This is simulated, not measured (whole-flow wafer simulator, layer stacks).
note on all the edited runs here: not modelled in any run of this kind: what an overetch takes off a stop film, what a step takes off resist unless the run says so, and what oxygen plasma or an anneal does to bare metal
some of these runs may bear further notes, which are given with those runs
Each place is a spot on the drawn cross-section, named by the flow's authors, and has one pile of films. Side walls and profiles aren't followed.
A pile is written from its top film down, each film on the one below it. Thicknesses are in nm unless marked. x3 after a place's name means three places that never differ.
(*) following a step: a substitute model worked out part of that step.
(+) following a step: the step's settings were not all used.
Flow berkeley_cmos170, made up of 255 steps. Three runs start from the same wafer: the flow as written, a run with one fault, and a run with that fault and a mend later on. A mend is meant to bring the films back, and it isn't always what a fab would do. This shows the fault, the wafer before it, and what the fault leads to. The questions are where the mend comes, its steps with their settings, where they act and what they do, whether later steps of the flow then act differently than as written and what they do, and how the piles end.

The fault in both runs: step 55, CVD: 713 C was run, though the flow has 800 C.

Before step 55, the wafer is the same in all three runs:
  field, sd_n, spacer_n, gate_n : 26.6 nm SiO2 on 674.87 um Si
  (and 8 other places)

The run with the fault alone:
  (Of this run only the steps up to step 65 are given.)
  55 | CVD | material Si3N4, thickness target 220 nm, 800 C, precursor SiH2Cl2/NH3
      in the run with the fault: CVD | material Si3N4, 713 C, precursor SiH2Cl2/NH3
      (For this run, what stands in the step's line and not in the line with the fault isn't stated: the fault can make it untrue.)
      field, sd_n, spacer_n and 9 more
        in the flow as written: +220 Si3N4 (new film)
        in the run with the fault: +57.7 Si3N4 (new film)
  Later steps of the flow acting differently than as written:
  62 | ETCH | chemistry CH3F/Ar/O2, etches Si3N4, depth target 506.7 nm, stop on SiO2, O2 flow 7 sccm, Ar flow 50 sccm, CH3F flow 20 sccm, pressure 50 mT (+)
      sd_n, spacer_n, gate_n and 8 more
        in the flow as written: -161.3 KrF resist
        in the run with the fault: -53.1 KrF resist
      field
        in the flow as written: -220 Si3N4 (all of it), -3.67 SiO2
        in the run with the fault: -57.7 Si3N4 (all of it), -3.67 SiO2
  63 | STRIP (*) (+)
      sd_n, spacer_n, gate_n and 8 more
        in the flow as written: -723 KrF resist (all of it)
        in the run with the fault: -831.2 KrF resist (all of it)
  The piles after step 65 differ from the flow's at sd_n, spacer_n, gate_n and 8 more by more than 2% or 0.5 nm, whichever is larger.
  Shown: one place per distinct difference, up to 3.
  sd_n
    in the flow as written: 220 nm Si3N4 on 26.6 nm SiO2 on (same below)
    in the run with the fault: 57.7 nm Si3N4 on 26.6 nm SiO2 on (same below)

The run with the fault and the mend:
  After step 55 comes the mend.
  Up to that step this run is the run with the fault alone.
  55a | CVD | material Si3N4, thickness target 162 nm, 800 C, precursor SiH2Cl2/NH3 (the flow's step 55 again, with other settings)
      field, sd_n, spacer_n and 9 more
        +162 Si3N4
  Later steps of the flow that are run all act as written at every place that is followed, up to a difference of at most 2% or 0.5 nm, whichever is larger.
  By the end, the piles equal the flow's at every place that both follow.
